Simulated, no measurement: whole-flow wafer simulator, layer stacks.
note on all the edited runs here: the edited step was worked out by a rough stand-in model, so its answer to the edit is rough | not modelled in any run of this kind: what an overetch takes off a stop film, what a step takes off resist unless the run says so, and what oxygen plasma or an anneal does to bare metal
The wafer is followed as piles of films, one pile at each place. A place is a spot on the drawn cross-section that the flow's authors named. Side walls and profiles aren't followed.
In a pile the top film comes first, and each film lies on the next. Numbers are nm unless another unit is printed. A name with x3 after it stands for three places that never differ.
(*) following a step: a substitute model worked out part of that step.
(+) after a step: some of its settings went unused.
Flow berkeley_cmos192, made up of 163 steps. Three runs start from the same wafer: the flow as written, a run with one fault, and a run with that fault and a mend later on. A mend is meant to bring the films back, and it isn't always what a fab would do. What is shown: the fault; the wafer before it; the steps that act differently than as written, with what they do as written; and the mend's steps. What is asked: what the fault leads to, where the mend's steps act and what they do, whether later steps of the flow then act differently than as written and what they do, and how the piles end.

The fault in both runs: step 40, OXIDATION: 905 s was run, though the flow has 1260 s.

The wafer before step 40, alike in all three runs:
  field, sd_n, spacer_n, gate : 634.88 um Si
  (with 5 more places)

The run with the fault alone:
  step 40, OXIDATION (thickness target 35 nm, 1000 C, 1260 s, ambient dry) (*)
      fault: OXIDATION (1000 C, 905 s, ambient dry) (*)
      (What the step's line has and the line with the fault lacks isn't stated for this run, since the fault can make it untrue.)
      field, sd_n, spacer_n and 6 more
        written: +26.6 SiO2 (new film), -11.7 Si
        fault: +22.3 SiO2 (new film), -9.8 Si
  Later steps of the flow acting differently than as written (34 more steps, not shown, differ only slightly: by at most 2% or 0.5 nm, whichever is larger):
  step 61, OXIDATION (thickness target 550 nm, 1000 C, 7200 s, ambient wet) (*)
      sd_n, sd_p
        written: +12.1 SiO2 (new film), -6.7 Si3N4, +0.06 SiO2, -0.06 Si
        fault: +12.1 SiO2 (new film), -6.7 Si3N4
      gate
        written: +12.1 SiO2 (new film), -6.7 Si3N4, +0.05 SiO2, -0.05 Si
        fault: +12.1 SiO2 (new film), -6.7 Si3N4
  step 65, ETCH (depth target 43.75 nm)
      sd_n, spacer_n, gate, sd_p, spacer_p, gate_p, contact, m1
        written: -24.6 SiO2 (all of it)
        fault: -20.3 SiO2 (all of it)
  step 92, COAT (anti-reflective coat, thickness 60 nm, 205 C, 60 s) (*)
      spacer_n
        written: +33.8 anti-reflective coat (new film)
        fault: +34.6 anti-reflective coat (new film)
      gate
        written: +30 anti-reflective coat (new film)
        fault: +30.8 anti-reflective coat (new film)
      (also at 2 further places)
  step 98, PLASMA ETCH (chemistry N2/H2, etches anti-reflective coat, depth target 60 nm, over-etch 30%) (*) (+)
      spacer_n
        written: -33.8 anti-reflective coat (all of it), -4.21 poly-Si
        fault: -34.6 anti-reflective coat (all of it), -4.12 poly-Si
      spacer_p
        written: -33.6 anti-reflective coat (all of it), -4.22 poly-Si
        fault: -34.3 anti-reflective coat (all of it), -4.13 poly-Si
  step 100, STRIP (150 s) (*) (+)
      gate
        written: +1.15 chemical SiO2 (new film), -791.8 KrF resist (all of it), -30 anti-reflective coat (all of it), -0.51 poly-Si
        fault: +1.15 chemical SiO2 (new film), -789.6 KrF resist (all of it), -30.8 anti-reflective coat (all of it), -0.51 poly-Si
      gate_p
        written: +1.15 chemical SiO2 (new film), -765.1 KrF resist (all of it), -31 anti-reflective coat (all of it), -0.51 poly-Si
        fault: +1.15 chemical SiO2 (new film), -763.6 KrF resist (all of it), -31.7 anti-reflective coat (all of it), -0.51 poly-Si
  When the end is reached, the piles differ only a little from the flow's at the places that both follow, at most by 2% or 0.5 nm, whichever is larger.

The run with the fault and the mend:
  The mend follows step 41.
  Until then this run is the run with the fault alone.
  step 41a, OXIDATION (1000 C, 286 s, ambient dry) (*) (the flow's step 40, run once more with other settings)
      field, sd_n, spacer_n and 6 more
        +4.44 SiO2, -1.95 Si
  Every later step of the flow that is run acts as written, at every place that is followed, to within 2% or 0.5 nm, whichever is larger.
  When the end is reached, the piles differ only a little from the flow's at the places that both follow, at most by 2% or 0.5 nm, whichever is larger.
